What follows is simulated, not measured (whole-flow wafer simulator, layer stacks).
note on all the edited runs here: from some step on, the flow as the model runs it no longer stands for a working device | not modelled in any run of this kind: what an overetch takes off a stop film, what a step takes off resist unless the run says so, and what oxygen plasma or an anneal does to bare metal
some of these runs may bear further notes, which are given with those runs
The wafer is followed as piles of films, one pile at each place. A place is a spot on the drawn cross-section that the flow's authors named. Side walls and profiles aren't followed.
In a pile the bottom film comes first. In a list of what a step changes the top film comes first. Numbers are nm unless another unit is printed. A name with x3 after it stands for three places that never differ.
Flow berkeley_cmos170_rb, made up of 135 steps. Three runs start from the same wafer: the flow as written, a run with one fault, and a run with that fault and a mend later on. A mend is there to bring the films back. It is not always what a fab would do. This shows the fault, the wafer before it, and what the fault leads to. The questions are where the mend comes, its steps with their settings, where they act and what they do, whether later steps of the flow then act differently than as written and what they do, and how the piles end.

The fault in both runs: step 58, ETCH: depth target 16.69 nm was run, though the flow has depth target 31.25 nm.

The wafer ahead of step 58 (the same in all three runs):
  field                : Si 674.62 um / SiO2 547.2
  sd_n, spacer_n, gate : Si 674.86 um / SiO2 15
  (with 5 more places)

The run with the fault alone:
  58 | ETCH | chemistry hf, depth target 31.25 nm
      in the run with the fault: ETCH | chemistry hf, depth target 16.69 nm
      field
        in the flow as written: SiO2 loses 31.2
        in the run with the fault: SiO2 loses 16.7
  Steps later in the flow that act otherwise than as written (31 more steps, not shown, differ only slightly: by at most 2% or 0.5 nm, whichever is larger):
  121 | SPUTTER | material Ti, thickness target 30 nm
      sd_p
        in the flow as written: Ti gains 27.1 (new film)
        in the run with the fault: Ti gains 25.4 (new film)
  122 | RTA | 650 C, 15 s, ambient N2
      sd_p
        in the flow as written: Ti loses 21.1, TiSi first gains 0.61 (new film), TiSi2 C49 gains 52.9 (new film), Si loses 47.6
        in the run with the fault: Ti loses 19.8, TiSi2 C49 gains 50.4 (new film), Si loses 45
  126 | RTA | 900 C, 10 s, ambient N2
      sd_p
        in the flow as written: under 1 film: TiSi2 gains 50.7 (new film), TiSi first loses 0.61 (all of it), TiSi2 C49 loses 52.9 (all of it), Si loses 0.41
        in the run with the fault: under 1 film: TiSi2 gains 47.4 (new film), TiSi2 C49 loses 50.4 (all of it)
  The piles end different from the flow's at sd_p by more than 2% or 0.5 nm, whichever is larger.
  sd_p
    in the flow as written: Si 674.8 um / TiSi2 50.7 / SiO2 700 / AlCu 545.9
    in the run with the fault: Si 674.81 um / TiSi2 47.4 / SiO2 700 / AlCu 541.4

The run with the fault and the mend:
  The mend follows step 58.
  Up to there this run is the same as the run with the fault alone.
  58a | ETCH | chemistry hf, depth target 14.56 nm (a further turn of the flow's step 58, with different settings)
      field
        SiO2 loses 14.6
  None of the later steps of the flow differs from how it acts as written, at any place that is followed, by more than 2% or 0.5 nm, whichever is larger.
  At every place that both follow, the piles at the end match the flow's.
